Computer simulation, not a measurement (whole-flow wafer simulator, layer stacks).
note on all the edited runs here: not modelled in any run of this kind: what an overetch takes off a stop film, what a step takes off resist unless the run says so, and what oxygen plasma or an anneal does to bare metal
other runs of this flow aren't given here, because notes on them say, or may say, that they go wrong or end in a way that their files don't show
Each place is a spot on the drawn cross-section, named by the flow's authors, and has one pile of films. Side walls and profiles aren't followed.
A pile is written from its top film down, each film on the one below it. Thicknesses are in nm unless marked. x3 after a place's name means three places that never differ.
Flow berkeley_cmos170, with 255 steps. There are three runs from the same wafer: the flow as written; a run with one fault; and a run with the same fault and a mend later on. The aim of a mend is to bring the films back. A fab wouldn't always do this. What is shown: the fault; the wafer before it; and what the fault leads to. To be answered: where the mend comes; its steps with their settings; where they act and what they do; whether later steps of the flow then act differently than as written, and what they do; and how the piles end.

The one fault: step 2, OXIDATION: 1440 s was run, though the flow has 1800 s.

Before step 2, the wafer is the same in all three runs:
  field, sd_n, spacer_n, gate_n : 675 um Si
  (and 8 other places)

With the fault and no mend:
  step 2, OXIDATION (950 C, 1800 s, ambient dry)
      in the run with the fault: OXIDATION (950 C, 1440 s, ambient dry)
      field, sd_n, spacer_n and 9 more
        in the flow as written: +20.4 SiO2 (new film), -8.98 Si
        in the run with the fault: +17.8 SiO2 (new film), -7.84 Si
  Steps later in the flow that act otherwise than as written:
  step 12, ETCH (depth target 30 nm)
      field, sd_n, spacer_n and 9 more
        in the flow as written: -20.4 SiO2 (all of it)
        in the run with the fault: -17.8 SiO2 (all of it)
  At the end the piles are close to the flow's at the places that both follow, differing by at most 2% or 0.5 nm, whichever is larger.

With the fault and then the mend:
  After step 2 comes the mend.
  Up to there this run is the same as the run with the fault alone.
  step 2a, OXIDATION (950 C, 360 s, ambient dry) (the flow's step 2 again, with other settings)
      field, sd_n, spacer_n and 9 more
        +2.6 SiO2, -1.14 Si
  Later steps of the flow that are run all act as written at every place that is followed.
  At every place that both follow, the piles at the end match the flow's.
